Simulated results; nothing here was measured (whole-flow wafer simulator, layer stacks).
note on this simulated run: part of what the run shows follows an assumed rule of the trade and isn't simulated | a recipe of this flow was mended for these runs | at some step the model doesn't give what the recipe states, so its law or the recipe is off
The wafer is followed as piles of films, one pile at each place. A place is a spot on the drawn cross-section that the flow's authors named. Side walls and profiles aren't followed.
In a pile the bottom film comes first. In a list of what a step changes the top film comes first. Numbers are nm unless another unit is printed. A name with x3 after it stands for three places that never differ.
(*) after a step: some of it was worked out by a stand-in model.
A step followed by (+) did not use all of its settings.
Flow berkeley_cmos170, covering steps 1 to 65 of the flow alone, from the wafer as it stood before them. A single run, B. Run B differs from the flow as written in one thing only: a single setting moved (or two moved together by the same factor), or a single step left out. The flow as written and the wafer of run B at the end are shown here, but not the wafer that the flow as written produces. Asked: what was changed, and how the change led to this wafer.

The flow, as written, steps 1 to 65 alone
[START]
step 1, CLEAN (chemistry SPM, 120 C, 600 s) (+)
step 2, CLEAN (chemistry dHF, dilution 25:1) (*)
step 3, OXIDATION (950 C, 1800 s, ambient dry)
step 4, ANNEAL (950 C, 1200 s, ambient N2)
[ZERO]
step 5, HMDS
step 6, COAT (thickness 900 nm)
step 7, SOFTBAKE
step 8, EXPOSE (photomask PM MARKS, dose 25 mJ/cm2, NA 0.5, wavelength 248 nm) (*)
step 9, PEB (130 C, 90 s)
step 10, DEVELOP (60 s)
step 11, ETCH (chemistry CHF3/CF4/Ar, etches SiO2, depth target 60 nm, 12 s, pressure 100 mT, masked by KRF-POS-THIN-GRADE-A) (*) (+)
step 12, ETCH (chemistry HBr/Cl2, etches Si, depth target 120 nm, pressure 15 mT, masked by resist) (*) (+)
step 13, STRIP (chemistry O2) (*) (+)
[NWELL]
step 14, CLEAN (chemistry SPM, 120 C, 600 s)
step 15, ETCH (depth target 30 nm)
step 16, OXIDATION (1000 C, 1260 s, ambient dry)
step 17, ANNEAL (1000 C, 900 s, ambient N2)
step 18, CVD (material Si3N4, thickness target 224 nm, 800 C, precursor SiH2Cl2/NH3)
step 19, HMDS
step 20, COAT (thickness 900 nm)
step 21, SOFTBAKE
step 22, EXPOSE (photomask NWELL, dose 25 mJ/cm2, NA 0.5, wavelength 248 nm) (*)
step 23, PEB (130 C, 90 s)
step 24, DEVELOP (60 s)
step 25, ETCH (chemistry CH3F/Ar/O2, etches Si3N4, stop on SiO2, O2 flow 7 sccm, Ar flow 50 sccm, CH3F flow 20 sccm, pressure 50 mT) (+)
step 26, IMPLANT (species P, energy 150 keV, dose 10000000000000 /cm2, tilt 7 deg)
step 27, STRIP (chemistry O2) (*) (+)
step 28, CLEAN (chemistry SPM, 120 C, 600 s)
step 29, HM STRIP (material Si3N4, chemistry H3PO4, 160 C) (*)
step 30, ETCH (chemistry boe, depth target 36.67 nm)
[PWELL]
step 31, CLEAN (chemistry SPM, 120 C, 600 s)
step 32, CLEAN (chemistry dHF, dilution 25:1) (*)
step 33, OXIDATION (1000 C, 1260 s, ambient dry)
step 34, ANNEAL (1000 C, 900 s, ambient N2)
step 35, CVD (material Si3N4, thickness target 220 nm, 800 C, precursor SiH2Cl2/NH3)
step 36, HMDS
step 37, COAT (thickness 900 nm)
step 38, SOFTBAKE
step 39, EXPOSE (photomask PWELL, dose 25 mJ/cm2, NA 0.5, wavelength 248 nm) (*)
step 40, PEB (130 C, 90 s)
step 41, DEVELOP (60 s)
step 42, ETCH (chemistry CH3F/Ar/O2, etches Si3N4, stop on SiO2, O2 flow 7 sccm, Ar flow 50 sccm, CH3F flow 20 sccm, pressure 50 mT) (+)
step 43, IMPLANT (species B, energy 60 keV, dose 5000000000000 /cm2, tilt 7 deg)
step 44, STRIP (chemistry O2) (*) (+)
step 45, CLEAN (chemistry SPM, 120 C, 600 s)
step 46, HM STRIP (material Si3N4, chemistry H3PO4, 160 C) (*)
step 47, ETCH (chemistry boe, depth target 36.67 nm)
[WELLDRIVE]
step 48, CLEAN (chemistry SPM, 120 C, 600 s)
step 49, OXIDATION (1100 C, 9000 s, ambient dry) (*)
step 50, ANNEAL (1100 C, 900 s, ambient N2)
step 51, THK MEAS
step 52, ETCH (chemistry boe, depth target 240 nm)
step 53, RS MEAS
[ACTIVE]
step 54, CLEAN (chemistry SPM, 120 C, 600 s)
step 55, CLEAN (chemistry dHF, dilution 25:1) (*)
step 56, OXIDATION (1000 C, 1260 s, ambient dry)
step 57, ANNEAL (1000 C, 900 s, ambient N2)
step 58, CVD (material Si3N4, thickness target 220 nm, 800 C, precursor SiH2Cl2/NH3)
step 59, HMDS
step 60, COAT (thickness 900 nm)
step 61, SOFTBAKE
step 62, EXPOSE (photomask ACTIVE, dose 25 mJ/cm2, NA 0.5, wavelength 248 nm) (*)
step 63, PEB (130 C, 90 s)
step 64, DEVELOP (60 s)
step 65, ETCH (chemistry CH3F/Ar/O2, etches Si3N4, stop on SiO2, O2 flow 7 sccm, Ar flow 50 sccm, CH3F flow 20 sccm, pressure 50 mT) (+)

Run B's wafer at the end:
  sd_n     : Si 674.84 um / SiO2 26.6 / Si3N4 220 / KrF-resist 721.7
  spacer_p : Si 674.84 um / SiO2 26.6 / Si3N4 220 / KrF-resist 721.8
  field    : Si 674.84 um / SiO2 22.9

Cause: step 3, OXIDATION: 1199 C was run, whereas the flow has 950 C.

How this came from the change, step by step:
  step 3, OXIDATION (950 C, 1800 s, ambient dry)
      field, mark, sd_n and 10 more: +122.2 SiO2 (new film), -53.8 Si (it would be, as written: +20.4 SiO2 (new film), -8.98 Si)
  step 11, ETCH (chemistry CHF3/CF4/Ar, etches SiO2, depth target 60 nm, 12 s, pressure 100 mT, masked by KRF-POS-THIN-GRADE-A) (*) (+)
      mark: -60 SiO2 (it would be, as written: -20.4 SiO2 (all of it), -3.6 Si)
  step 12, ETCH (chemistry HBr/Cl2, etches Si, depth target 120 nm, pressure 15 mT, masked by resist) (*) (+)
      mark: -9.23 SiO2 (it would be, as written: -120 Si)
  step 13, STRIP (chemistry O2) (*) (+)
      mark: nothing (it would be, as written: +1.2 chemical SiO2 (new film), -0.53 Si)
  step 15, ETCH (depth target 30 nm)
      field, sd_n, spacer_n and 9 more: -30 SiO2 (it would be, as written: -20.4 SiO2 (all of it))
      mark: -30 SiO2 (it would be, as written: -1.2 chemical SiO2 (all of it))
  step 16, OXIDATION (1000 C, 1260 s, ambient dry)
      field, sd_n, spacer_n and 9 more: +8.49 SiO2, -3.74 Si (it would be, as written: +26.6 SiO2 (new film), -11.7 Si)
      mark: +13.4 SiO2, -5.88 Si (it would be, as written: +26.6 SiO2 (new film), -11.7 Si)
  step 30, ETCH (chemistry boe, depth target 36.67 nm)
      field, sd_n, spacer_n and 6 more: -36.7 SiO2 (it would be, as written: -19.6 SiO2 (all of it))
      sd_p, spacer_p, gate_p: -36.7 SiO2 (it would be, as written: -8.58 SiO2 (all of it))
      (as well as at 1 more place)
  step 31, CLEAN (chemistry SPM, 120 C, 600 s)
      field, sd_n, spacer_n and 9 more: nothing (it would be, as written: +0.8 chemical SiO2 (new film), -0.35 Si)
  step 32, CLEAN (chemistry dHF, dilution 25:1) (*)
      field, sd_n, spacer_n and 6 more: -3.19 SiO2 (it would be, as written: -0.8 chemical SiO2 (all of it))
      sd_p, spacer_p, gate_p: -3.52 SiO2 (it would be, as written: -0.8 chemical SiO2 (all of it))
  step 33, OXIDATION (1000 C, 1260 s, ambient dry)
      field, sd_n, spacer_n and 6 more: +10.3 SiO2, -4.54 Si (it would be, as written: +26.6 SiO2 (new film), -11.7 Si)
      sd_p, spacer_p, gate_p: +11 SiO2, -4.85 Si (it would be, as written: +26.6 SiO2 (new film), -11.7 Si)
  step 47, ETCH (chemistry boe, depth target 36.67 nm)
      field, sd_n, spacer_n and 6 more: -36.7 SiO2 (it would be, as written: -8.89 SiO2 (all of it))
      sd_p, spacer_p, gate_p: -36.7 SiO2 (it would be, as written: -19.7 SiO2 (all of it))
  step 48, CLEAN (chemistry SPM, 120 C, 600 s)
      field, sd_n, spacer_n and 9 more: nothing (it would be, as written: +0.8 chemical SiO2 (new film), -0.35 Si)
  step 49, OXIDATION (1100 C, 9000 s, ambient dry) (*)
      field, sd_n, spacer_n and 6 more: +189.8 SiO2, -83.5 Si (it would be, as written: +197.6 SiO2 (new film), -0.8 chemical SiO2 (all of it), -86.6 Si)
      sd_p, spacer_p, gate_p: +189.6 SiO2, -83.4 Si (it would be, as written: +197.6 SiO2 (new film), -0.8 chemical SiO2 (all of it), -86.6 Si)
